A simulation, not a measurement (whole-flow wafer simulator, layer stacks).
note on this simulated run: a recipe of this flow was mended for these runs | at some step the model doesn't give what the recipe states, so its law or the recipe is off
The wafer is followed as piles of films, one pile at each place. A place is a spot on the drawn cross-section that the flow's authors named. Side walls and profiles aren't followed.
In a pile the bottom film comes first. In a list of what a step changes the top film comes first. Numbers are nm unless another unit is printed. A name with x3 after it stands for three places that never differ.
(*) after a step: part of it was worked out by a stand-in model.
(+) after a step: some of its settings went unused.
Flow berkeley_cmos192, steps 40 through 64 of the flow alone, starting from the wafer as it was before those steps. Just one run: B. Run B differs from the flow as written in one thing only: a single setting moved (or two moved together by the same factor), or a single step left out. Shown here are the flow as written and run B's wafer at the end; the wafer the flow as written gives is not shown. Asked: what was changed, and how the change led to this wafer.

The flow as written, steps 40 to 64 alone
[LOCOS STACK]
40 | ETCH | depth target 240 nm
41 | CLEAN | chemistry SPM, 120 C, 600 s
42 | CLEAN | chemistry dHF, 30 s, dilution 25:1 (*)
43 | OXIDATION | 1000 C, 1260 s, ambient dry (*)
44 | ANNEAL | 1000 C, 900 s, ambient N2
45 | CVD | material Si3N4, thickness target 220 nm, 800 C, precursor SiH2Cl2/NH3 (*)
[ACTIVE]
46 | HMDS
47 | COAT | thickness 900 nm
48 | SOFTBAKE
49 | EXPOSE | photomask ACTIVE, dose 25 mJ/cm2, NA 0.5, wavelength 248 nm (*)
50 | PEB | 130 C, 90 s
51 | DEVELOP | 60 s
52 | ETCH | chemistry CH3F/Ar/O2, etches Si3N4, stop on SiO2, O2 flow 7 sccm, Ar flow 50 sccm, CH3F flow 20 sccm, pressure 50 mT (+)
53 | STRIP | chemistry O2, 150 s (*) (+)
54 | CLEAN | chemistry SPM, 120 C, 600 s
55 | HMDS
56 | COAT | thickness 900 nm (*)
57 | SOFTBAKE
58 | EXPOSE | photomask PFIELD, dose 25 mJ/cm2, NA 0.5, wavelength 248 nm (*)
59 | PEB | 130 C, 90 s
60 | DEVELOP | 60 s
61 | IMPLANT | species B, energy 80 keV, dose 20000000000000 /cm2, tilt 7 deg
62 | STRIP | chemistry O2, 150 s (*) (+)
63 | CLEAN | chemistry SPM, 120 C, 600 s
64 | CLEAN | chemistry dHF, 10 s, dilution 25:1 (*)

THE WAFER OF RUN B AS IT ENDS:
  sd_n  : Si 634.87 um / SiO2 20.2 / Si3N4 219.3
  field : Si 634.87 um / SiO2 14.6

What caused this: step 43, OXIDATION: 756 s was run, though the flow has 1260 s.

Step by step, how the change led to this:
  43 | OXIDATION | 1000 C, 1260 s, ambient dry (*)
      field, sd_n, spacer_n and 6 more: +20.2 SiO2 (new film), -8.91 Si (as written it would have been: +26.6 SiO2 (new film), -11.7 Si)
